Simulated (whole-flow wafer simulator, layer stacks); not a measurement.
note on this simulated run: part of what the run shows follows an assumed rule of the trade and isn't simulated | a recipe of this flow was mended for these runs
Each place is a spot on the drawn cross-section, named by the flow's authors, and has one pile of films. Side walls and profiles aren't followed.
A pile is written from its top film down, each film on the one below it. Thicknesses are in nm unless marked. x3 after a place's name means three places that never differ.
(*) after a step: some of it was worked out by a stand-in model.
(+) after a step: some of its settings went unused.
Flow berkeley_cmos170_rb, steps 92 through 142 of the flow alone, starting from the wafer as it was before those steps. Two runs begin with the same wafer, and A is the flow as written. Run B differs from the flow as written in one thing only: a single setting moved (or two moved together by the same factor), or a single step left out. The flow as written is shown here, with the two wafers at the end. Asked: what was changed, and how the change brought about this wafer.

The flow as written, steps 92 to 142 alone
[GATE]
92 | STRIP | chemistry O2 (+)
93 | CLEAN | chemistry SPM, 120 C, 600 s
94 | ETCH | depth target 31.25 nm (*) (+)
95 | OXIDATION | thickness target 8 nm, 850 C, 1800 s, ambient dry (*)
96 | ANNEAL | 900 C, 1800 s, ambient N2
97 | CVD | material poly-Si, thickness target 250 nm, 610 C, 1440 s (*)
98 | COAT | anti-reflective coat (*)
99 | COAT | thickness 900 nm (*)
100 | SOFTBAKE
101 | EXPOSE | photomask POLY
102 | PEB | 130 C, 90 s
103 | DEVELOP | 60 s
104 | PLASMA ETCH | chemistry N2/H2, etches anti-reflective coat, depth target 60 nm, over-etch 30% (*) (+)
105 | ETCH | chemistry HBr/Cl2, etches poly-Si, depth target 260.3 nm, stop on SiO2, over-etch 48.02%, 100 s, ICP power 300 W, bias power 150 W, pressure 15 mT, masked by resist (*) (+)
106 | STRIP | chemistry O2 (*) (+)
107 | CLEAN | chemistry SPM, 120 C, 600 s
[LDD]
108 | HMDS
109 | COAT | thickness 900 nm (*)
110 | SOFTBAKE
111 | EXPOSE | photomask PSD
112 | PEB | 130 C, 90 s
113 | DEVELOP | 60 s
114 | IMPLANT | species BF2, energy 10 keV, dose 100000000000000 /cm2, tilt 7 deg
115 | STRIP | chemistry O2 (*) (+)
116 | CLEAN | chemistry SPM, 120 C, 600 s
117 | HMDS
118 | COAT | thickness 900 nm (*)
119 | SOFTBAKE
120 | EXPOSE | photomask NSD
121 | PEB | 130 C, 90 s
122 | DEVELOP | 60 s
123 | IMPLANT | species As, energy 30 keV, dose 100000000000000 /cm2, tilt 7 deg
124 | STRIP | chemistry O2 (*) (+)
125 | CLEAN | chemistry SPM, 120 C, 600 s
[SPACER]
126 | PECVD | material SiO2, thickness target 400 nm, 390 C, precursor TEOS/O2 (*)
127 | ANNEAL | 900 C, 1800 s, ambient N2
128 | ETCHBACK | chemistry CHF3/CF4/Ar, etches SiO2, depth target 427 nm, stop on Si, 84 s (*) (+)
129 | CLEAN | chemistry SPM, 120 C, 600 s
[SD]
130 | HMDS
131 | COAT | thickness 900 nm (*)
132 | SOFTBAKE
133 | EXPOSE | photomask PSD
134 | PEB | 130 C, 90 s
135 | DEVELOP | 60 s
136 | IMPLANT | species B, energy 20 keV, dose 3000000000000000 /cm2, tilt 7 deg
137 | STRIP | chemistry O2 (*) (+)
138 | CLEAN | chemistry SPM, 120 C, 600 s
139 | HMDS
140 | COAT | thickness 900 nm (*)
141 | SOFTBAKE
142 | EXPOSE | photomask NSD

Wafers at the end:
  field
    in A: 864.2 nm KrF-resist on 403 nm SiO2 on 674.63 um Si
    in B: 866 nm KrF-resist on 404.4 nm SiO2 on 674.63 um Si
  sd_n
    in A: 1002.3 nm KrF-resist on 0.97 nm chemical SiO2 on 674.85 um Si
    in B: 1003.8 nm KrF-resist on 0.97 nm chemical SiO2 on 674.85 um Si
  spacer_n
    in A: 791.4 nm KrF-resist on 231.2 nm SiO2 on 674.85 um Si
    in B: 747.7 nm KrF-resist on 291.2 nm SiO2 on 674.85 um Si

Cause: step 97, CVD: thickness target 310 nm was run, though the flow has thickness target 250 nm; step 97, CVD: 1786 s was run, where the flow has 1440 s.

The path from the change to this, step by step:
  97 | CVD | material poly-Si, thickness target 250 nm, 610 C, 1440 s (*)
      field, sd_n, spacer_n and 6 more: A +250 poly-Si (new film) | B +310 poly-Si (new film)
  98 | COAT | anti-reflective coat (*)
      contact: A +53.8 anti-reflective coat (new film) | B +55.2 anti-reflective coat (new film)
  104 | PLASMA ETCH | chemistry N2/H2, etches anti-reflective coat, depth target 60 nm, over-etch 30% (*) (+)
      contact: A -53.8 anti-reflective coat (all of it), -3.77 poly-Si | B -55.2 anti-reflective coat (all of it), -3.82 poly-Si
  105 | ETCH | chemistry HBr/Cl2, etches poly-Si, depth target 260.3 nm, stop on SiO2, over-etch 48.02%, 100 s, ICP power 300 W, bias power 150 W, pressure 15 mT, masked by resist (*) (+)
      spacer_n, spacer_p: A -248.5 poly-Si (all of it), -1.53 SiO2 | B -308.4 poly-Si (all of it), -0.38 SiO2
      field: A -245 poly-Si (all of it), -1.8 SiO2 | B -304.9 poly-Si (all of it), -0.4 SiO2
      (also at 4 further places)
  109 | COAT | thickness 900 nm (*)
      gate: A +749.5 KrF-resist (new film) | B +698.4 KrF-resist (new film)
      gate_p: A +745.7 KrF-resist (new film) | B +694.6 KrF-resist (new film)
  113 | DEVELOP | 60 s
      gate_p: A -744.1 KrF-resist (all of it) | B -693.1 KrF-resist (all of it)
  115 | STRIP | chemistry O2 (*) (+)
      gate: A -733 KrF-resist (all of it), +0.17 chemical SiO2 | B -682 KrF-resist (all of it), +0.17 chemical SiO2
  118 | COAT | thickness 900 nm (*)
      gate: A +748.7 KrF-resist (new film) | B +698.4 KrF-resist (new film)
      gate_p: A +744.7 KrF-resist (new film) | B +694.5 KrF-resist (new film)
  122 | DEVELOP | 60 s
      gate: A -747.1 KrF-resist (all of it) | B -696.9 KrF-resist (all of it)
  124 | STRIP | chemistry O2 (*) (+)
      gate_p: A -728.2 KrF-resist (all of it), +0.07 chemical SiO2 | B -678.1 KrF-resist (all of it), +0.07 chemical SiO2
  128 | ETCHBACK | chemistry CHF3/CF4/Ar, etches SiO2, depth target 427 nm, stop on Si, 84 s (*) (+)
      spacer_n: A -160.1 SiO2 | B -101.3 SiO2
      spacer_p: A -160.1 SiO2 | B -101.2 SiO2
  131 | COAT | thickness 900 nm (*)
      spacer_n: A +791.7 KrF-resist (new film) | B +747.7 KrF-resist (new film)
      gate: A +770.7 KrF-resist (new film) | B +727.7 KrF-resist (new film)
      (also at 2 further places)
  135 | DEVELOP | 60 s
      spacer_p: A -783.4 KrF-resist (all of it) | B -739.7 KrF-resist (all of it)
      gate_p: A -762.3 KrF-resist (all of it) | B -719.5 KrF-resist (all of it)
  137 | STRIP | chemistry O2 (*) (+)
      spacer_n: A -775.1 KrF-resist (all of it) | B -731.2 KrF-resist (all of it)
      gate: A -754.1 KrF-resist (all of it), +0.17 chemical SiO2, -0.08 poly-Si | B -711.2 KrF-resist (all of it), +0.17 chemical SiO2, -0.08 poly-Si
  140 | COAT | thickness 900 nm (*)
      spacer_n: A +791.4 KrF-resist (new film) | B +747.7 KrF-resist (new film)
      gate: A +770.4 KrF-resist (new film) | B +727.6 KrF-resist (new film)
      (also at 2 further places)
